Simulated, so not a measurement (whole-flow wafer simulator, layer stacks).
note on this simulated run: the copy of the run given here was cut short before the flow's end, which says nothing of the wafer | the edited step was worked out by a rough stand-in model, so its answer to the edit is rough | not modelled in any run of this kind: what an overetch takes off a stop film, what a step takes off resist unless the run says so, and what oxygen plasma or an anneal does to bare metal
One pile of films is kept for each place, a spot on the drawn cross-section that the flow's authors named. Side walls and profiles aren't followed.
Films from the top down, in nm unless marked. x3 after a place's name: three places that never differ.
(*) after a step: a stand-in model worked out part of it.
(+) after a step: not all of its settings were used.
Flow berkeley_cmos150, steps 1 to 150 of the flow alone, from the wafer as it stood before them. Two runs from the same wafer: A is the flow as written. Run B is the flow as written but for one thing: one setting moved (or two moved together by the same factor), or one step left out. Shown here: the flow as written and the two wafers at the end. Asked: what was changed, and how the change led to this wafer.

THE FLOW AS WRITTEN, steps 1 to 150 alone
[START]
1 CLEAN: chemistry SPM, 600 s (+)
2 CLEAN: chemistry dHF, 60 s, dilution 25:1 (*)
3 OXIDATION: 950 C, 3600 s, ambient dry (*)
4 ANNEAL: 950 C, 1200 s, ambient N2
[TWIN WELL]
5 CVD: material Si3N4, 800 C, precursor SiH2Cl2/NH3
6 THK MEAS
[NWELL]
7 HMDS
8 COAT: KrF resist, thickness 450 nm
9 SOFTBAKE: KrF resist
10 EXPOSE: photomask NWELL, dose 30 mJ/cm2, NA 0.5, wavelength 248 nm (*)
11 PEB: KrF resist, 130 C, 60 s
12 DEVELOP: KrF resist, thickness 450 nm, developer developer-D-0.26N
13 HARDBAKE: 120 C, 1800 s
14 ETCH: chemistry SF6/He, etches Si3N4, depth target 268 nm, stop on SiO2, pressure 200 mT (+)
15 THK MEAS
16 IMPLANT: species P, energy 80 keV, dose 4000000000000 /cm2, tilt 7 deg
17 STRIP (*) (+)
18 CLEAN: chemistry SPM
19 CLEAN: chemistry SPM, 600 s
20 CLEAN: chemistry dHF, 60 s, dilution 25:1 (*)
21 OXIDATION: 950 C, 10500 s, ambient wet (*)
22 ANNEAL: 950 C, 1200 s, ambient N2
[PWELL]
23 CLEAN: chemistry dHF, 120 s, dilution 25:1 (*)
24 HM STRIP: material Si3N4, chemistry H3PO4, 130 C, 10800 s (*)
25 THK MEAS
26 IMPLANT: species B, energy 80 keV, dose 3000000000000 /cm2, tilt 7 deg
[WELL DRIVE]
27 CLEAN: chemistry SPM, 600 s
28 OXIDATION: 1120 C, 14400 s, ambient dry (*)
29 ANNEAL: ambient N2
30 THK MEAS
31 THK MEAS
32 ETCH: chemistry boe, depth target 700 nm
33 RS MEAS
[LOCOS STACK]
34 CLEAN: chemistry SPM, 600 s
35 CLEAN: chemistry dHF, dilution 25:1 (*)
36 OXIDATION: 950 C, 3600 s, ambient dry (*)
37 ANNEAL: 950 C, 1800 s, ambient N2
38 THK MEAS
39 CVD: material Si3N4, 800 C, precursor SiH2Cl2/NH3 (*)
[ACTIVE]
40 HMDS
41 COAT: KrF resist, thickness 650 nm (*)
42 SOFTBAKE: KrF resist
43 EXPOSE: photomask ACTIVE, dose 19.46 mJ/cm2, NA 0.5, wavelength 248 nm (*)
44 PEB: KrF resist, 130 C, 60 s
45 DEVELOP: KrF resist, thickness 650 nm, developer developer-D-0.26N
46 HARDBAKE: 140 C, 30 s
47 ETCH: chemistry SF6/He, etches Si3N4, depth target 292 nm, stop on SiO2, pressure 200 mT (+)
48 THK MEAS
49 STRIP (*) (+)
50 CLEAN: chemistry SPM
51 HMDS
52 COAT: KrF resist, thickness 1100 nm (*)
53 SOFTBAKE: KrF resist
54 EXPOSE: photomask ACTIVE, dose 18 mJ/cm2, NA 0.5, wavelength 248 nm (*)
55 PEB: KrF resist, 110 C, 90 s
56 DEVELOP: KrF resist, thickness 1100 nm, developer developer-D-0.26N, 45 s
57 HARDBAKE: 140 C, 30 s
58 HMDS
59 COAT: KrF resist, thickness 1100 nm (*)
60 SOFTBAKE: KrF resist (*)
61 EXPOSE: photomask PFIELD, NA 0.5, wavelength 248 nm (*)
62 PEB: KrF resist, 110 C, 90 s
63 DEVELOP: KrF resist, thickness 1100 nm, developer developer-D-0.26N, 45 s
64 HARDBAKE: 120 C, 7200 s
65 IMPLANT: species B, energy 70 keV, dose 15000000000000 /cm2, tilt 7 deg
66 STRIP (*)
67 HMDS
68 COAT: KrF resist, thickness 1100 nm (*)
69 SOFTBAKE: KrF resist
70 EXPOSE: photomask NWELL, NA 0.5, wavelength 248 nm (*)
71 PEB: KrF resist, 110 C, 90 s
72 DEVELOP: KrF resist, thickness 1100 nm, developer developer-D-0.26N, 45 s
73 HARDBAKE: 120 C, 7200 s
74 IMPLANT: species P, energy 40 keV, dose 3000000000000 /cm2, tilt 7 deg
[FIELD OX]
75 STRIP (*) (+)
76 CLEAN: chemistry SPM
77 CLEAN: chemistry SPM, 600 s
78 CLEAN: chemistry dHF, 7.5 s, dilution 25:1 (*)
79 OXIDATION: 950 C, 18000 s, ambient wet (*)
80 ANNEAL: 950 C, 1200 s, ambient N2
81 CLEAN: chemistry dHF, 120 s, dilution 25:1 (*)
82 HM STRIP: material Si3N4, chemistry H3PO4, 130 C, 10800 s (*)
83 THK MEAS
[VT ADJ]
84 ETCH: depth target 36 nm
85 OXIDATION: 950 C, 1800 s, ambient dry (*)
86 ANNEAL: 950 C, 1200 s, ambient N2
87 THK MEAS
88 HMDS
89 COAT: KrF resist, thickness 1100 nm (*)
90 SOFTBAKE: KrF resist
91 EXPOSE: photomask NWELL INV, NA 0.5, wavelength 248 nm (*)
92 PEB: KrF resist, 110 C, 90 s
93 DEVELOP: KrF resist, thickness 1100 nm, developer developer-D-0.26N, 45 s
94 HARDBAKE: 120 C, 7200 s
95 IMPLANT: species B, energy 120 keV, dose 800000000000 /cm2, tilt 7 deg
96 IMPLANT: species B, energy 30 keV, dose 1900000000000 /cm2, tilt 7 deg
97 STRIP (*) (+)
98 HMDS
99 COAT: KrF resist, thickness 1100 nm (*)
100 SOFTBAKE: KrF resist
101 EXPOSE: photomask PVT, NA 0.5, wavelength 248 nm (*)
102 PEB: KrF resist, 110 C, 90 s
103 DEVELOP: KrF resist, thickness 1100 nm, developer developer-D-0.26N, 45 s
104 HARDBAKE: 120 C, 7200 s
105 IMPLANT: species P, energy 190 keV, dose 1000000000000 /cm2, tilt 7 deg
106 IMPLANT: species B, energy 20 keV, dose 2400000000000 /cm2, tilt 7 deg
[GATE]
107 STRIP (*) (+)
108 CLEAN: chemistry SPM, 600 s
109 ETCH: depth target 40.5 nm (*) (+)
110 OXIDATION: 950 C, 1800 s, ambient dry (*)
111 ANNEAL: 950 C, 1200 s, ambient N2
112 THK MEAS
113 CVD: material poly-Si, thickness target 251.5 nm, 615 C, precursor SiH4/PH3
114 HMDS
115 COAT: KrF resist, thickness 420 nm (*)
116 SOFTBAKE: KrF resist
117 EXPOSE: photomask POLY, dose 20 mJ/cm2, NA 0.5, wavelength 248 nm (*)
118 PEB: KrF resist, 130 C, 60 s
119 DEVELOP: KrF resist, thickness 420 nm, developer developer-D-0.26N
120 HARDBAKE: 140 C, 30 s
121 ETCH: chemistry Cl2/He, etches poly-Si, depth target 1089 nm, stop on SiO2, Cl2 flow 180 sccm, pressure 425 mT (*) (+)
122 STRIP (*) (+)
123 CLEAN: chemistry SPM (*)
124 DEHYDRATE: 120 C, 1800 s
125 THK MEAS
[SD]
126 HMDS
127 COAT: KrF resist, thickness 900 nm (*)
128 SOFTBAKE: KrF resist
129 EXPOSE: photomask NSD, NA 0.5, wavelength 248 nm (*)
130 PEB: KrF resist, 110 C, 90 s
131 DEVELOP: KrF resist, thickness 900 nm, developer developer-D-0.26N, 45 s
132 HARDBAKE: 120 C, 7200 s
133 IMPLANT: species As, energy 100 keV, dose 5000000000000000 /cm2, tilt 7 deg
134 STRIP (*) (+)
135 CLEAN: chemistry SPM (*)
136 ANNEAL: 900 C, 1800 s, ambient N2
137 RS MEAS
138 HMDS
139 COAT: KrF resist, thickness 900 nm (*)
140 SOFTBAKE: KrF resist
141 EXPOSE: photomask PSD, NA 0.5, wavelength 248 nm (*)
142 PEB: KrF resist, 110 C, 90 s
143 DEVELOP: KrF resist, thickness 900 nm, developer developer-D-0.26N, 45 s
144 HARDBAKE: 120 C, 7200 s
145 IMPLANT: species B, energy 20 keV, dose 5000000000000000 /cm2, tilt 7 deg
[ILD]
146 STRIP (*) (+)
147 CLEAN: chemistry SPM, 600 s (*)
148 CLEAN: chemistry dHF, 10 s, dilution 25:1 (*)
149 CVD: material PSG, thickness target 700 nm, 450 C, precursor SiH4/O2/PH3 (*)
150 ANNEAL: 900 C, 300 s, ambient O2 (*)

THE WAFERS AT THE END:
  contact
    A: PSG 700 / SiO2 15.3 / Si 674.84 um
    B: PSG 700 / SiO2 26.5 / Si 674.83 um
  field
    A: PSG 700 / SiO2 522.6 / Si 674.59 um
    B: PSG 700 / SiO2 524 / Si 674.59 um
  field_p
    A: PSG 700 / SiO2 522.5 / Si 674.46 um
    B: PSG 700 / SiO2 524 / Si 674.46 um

The cause: step 110, OXIDATION: 998 C was run, where the flow has 950 C.

How the change led to this, step by step:
  110 OXIDATION: 950 C, 1800 s, ambient dry (*)
      sd_n, gate_n, sd_p, gate_p, contact, m1: A SiO2 +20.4 (new film), Si -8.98 | B SiO2 +31.6 (new film), Si -13.9
      field, field_p: A SiO2 +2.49, Si -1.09 | B SiO2 +3.92, Si -1.73
